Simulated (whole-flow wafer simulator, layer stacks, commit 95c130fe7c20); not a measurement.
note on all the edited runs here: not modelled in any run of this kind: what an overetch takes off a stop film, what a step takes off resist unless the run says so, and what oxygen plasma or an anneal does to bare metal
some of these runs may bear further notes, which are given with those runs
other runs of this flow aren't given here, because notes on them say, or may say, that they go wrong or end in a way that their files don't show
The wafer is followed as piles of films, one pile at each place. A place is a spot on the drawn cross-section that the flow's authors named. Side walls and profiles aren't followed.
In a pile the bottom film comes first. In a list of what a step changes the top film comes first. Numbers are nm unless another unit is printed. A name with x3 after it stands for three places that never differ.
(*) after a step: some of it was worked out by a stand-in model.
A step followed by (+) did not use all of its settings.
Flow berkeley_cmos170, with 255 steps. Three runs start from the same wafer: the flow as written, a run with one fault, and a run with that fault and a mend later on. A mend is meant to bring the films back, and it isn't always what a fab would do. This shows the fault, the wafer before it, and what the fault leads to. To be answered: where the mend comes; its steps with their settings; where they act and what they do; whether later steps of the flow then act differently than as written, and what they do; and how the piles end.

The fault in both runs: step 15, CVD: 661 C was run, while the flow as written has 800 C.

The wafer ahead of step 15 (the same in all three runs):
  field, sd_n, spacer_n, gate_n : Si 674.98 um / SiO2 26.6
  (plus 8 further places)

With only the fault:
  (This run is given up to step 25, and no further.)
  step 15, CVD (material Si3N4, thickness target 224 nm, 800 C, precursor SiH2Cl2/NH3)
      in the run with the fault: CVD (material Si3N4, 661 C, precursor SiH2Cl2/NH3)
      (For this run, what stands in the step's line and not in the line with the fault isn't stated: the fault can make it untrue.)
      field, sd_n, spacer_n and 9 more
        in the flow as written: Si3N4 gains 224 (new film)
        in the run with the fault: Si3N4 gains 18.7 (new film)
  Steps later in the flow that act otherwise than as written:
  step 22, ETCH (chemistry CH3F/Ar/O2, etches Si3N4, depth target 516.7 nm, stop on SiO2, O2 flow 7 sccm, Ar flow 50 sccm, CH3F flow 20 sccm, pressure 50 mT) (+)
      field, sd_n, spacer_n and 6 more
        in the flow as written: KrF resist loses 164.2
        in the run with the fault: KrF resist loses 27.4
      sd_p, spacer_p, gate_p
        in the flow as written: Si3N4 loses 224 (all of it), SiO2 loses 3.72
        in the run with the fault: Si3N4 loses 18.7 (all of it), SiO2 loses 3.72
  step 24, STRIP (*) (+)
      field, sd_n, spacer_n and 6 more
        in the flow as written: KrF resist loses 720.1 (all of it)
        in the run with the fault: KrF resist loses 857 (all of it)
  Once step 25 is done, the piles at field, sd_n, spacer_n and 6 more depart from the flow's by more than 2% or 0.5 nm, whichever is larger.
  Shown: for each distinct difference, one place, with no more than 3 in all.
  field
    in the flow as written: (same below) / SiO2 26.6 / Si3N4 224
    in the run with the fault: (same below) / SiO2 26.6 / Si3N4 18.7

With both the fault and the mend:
  The mend follows step 21.
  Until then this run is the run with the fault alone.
  step 21a, STRIP (*) (+)
      field, sd_n, spacer_n and 6 more
        KrF resist loses 884.4 (all of it)
  step 21b, CLEAN (chemistry SPM)
      does not change any film at any place that is followed
  step 21c, CVD (material Si3N4, thickness target 205 nm, 800 C, precursor SiH2Cl2/NH3) (a further turn of the flow's step 15, with different settings)
      field, sd_n, spacer_n and 9 more
        Si3N4 gains 205
  step 21d, HMDS (a further turn of the flow's step 16)
      does not change any film at any place that is followed
  step 21e, COAT (KrF resist, thickness 900 nm) (a further turn of the flow's step 17)
      field, sd_n, spacer_n and 9 more
        KrF resist gains 900 (new film)
  step 21f, SOFTBAKE (KrF resist) (a further turn of the flow's step 18)
      does not change any film at any place that is followed
  step 21g, EXPOSE (photomask NWELL, dose 25 mJ/cm2, NA 0.5, wavelength 248 nm) (*) (a further turn of the flow's step 19)
      does not change any film at any place that is followed
  step 21h, PEB (KrF resist, 130 C) (a further turn of the flow's step 20)
      field, sd_n, spacer_n and 9 more
        KrF resist loses 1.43
  step 21i, DEVELOP (KrF resist, thickness 900 nm, developer developer-D-0.26N) (a further turn of the flow's step 21)
      field, sd_n, spacer_n and 6 more
        KrF resist loses 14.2
      sd_p, spacer_p, gate_p
        KrF resist loses 898.6 (all of it)
  Every later step of the flow that is run acts as written, at every place that is followed, to within 2% or 0.5 nm, whichever is larger.
  The piles end the same as the flow's at every place that both follow.
